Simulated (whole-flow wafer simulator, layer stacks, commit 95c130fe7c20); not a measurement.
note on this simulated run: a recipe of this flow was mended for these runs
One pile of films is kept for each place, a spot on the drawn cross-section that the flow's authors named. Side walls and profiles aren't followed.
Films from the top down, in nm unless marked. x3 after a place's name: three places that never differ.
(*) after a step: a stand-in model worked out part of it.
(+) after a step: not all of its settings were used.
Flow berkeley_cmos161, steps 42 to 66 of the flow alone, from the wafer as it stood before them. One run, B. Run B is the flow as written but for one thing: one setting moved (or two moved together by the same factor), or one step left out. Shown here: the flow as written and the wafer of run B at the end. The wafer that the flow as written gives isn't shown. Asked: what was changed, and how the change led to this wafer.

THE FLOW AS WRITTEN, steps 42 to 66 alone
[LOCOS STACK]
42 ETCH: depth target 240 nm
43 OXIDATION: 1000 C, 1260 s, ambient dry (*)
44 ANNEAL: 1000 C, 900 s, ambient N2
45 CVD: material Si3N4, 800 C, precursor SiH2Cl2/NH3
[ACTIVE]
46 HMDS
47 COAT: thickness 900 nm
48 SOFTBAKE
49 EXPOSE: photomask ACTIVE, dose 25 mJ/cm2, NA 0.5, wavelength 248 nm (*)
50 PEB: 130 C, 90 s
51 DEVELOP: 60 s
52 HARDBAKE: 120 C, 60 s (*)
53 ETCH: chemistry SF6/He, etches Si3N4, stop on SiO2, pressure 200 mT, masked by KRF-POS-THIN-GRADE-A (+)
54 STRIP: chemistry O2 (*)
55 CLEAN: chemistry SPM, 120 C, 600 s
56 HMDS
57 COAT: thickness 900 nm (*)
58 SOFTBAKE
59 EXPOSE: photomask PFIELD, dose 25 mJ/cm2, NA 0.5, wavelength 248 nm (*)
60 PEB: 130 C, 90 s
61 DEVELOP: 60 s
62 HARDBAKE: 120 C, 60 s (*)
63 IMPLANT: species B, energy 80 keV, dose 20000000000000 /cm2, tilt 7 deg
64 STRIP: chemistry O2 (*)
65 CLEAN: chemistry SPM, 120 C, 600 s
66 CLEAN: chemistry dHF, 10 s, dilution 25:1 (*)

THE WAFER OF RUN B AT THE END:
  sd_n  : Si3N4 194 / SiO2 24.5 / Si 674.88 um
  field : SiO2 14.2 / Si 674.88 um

The cause: step 43, OXIDATION: 992 C was run, where the flow has 1000 C.

How the change led to this, step by step:
  43 OXIDATION: 1000 C, 1260 s, ambient dry (*)
      field, sd_n, spacer_n and 6 more: SiO2 +24.5 (new film), Si -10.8 (as written it would be: SiO2 +26.6 (new film), Si -11.7)
